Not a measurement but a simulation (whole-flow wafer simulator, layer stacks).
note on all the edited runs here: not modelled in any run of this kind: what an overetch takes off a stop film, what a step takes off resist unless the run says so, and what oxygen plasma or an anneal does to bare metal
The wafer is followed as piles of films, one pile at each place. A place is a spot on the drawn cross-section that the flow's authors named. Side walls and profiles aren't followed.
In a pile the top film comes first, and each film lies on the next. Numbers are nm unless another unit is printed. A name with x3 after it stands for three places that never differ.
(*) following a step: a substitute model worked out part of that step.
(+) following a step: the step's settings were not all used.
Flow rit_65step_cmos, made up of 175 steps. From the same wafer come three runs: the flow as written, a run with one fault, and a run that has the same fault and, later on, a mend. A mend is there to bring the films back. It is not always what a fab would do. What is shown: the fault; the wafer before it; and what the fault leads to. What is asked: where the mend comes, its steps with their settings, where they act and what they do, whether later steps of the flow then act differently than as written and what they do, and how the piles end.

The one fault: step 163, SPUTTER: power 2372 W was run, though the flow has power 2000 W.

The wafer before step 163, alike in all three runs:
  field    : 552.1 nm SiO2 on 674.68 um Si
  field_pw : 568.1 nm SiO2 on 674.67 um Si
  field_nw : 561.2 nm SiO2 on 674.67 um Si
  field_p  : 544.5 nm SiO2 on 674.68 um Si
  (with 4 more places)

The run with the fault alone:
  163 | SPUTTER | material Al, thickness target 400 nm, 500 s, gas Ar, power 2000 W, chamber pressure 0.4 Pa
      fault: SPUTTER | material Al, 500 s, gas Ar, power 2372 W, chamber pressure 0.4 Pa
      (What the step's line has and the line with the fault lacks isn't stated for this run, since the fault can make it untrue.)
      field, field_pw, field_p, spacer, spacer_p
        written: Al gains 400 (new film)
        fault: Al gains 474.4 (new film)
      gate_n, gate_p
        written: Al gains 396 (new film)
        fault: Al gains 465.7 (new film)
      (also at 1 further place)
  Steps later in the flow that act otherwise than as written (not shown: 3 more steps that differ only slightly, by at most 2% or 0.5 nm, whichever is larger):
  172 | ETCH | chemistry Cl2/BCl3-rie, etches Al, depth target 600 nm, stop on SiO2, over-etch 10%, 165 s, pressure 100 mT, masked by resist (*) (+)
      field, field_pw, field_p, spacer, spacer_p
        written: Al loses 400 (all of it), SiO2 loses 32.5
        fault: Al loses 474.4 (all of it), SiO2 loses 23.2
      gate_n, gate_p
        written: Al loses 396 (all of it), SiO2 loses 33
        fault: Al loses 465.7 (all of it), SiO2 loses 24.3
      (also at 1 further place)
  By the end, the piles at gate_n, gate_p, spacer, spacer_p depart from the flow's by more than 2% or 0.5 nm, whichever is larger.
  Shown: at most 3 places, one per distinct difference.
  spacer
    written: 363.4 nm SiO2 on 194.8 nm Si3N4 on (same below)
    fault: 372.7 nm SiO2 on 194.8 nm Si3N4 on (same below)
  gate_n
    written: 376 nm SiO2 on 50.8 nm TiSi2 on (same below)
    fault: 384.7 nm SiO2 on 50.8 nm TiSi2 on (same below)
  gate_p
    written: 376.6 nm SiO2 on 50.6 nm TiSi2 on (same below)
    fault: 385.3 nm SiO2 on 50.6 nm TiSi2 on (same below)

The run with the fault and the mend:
  The mend follows step 164.
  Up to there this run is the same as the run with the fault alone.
  164a | ETCH | chemistry al pan, depth target 544.9 nm
      field, field_pw, field_nw, field_p, spacer, spacer_p
        Al loses 474.4 (all of it)
      gate_n, gate_p
        Al loses 465.7 (all of it)
  164b | SPUTTER | material Al, thickness target 400 nm, 500 s, gas Ar, power 2000 W, chamber pressure 0.4 Pa (the flow's step 163 again)
      field, field_pw, field_p, spacer, spacer_p
        Al gains 400 (new film)
      gate_n, gate_p
        Al gains 396 (new film)
      field_nw
        Al gains 397.2 (new film)
  None of the later steps of the flow acts differently than as written at any place that is followed.
  At every place that both follow, the piles at the end match the flow's.
